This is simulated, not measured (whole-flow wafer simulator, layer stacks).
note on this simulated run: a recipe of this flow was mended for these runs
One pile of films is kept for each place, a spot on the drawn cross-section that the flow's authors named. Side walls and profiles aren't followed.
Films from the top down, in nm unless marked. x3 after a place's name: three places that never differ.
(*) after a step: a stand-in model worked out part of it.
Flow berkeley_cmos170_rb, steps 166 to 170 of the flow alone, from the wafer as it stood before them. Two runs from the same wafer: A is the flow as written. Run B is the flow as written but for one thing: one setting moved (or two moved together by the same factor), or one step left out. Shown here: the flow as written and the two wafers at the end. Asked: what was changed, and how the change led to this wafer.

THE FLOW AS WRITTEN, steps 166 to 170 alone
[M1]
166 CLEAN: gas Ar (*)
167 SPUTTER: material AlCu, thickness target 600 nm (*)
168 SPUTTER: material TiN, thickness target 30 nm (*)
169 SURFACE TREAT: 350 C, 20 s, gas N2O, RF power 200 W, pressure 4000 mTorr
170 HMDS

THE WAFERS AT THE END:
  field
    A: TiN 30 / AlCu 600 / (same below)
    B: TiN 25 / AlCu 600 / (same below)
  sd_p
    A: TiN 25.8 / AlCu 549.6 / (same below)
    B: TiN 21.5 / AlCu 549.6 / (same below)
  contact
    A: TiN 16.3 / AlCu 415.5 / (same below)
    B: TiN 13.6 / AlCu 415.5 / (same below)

The cause: step 168, SPUTTER: thickness target 25 nm was run, where the flow has thickness target 30 nm.
It can be read off the wafer: field has TiN 25, and step 168 as written asks for 30 nm.

How the change led to this, step by step:
  168 SPUTTER: material TiN, thickness target 30 nm (*)
      field, sd_n, spacer_n, gate, spacer_p, gate_p, m1: A TiN +30 (new film) | B TiN +25 (new film)
      sd_p: A TiN +25.8 (new film) | B TiN +21.5 (new film)
      (and at 1 more place)
